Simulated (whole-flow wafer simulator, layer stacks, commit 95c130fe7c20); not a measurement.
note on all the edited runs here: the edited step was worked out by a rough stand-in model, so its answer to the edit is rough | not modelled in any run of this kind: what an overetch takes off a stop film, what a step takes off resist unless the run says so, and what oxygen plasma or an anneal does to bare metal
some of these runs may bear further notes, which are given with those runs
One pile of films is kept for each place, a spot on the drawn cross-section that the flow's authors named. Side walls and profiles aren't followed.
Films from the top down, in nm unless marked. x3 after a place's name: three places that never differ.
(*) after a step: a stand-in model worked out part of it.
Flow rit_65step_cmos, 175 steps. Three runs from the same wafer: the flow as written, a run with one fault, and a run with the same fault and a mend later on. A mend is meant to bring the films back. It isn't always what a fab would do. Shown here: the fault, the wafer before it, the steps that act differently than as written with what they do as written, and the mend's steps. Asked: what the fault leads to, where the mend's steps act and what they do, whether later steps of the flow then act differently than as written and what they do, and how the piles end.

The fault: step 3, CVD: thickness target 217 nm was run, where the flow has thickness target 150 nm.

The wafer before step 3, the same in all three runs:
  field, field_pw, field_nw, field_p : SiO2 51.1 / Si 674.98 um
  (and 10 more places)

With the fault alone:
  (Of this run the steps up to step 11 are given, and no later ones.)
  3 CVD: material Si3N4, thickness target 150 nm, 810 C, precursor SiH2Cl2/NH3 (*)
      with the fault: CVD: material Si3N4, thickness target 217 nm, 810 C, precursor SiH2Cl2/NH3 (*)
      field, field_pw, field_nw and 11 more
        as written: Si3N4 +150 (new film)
        with the fault: Si3N4 +217 (new film)
  No later step of the flow up to step 11 acts differently than as written at any place that is followed.
  After step 11 the piles differ from the flow's by more than 2% or 0.5 nm, whichever is larger, at field, field_pw, field_nw and 11 more.
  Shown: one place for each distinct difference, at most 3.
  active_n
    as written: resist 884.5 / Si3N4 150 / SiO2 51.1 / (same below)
    with the fault: resist 884.5 / Si3N4 217 / SiO2 51.1 / (same below)
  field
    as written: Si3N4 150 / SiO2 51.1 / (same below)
    with the fault: Si3N4 217 / SiO2 51.1 / (same below)

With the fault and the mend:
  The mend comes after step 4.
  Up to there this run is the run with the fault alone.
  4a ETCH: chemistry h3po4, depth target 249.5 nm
      field, field_pw, field_nw and 11 more
        Si3N4 -217 (all of it)
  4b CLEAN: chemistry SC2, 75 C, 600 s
      changes no film at any place that is followed
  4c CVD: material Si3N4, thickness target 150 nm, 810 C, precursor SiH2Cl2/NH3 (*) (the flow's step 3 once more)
      field, field_pw, field_nw and 11 more
        Si3N4 +150 (new film)
  No later step of the flow acts differently than as written at any place that is followed.
  At the end the piles are the same as the flow's at every place that both follow.
